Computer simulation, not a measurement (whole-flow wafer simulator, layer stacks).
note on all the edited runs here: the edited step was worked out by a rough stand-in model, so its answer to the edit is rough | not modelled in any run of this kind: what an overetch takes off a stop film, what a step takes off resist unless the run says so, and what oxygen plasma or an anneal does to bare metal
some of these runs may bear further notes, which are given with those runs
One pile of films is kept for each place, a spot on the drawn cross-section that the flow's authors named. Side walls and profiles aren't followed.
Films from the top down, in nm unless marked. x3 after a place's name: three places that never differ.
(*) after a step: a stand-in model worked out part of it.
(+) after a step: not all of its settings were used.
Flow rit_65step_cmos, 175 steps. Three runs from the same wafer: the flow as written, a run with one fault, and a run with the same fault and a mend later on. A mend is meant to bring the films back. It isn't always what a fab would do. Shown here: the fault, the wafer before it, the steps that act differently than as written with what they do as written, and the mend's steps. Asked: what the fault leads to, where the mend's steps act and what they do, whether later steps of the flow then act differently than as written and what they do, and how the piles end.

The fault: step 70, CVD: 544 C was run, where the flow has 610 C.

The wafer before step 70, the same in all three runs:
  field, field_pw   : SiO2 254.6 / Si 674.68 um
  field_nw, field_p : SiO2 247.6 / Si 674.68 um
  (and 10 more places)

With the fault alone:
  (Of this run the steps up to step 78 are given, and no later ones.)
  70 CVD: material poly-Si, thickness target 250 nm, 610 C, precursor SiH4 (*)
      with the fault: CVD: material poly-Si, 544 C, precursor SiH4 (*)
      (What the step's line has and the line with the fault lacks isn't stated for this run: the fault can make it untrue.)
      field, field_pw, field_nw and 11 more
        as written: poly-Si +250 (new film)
        with the fault: poly-Si +55.3 (new film)
  No later step of the flow up to step 78 acts differently than as written, at any place that is followed, by more than 2% or 0.5 nm, whichever is larger.
  After step 78 the piles differ from the flow's by more than 2% or 0.5 nm, whichever is larger, at field, field_pw, field_nw and 11 more.
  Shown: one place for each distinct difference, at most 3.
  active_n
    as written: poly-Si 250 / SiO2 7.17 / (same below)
    with the fault: poly-Si 55.3 / SiO2 7.17 / (same below)
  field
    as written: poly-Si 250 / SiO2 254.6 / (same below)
    with the fault: poly-Si 55.3 / SiO2 254.6 / (same below)
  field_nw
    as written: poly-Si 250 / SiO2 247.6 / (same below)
    with the fault: poly-Si 55.3 / SiO2 247.6 / (same below)

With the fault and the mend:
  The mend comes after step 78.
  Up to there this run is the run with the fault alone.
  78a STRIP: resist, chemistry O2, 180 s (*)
      field, field_pw, field_nw and 9 more
        chemical SiO2 +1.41 (new film), poly-Si -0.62
      gate_n, gate_p
        chemical SiO2 +1.33 (new film), resist -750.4 (all of it), poly-Si -0.59
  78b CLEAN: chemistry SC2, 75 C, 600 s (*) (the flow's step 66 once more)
      changes no film at any place that is followed
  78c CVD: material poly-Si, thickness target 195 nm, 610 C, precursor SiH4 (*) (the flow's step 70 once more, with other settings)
      field, field_pw, field_nw and 11 more
        poly-Si +195 (new film)
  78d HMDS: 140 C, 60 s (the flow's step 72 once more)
      changes no film at any place that is followed
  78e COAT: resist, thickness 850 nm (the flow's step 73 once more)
      active_n, active_p, sd_p
        resist +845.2 (new film)
      gate_n, gate_p, sd_n
        resist +846.9 (new film)
      spacer, spacer_p
        resist +846.8 (new film)
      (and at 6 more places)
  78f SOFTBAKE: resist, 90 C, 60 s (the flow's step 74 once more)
      changes no film at any place that is followed
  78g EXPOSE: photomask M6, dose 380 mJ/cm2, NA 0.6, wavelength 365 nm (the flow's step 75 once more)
      changes no film at any place that is followed
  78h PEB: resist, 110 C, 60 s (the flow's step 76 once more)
      gate_n, gate_p, spacer, spacer_p, sd_n, contact, m1
        resist -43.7
      active_n, active_p, sd_p
        resist -43.6
      field
        resist -45.3
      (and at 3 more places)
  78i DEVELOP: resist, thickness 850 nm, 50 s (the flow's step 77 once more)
      active_n, active_p
        resist -801.6 (all of it)
      spacer, spacer_p
        resist -803.1 (all of it)
      field
        resist -832.7 (all of it)
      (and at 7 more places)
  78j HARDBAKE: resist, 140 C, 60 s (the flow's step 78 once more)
      gate_n, gate_p
        resist -52.7
  Later steps of the flow that act differently than as written (33 more steps differ only slightly, by at most 2% or 0.5 nm, whichever is larger, and aren't shown):
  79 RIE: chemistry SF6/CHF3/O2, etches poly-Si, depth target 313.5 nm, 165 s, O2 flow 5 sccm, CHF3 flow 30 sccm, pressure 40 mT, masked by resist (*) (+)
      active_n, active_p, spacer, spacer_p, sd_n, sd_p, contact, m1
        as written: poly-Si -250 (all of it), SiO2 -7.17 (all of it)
        with the mend: poly-Si -195 (all of it), chemical SiO2 -1.41 (all of it), poly-Si -54.7 (all of it), SiO2 -7.17 (all of it)
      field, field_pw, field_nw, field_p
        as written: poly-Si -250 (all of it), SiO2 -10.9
        with the mend: poly-Si -195 (all of it), chemical SiO2 -1.41 (all of it), poly-Si -54.7 (all of it), SiO2 -9.59
  At the end the piles differ from the flow's by more than 2% or 0.5 nm, whichever is larger, at gate_n, gate_p.
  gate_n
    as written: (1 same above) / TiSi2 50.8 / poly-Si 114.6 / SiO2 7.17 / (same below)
    with the mend: (1 same above) / TiSi2 50.8 / poly-Si 59.6 / chemical SiO2 1.33 / poly-Si 54.7 / SiO2 7.17 / (same below)
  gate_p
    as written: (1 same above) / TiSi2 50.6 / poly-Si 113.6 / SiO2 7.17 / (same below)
    with the mend: (1 same above) / TiSi2 50.6 / poly-Si 58.6 / chemical SiO2 1.33 / poly-Si 54.7 / SiO2 7.17 / (same below)
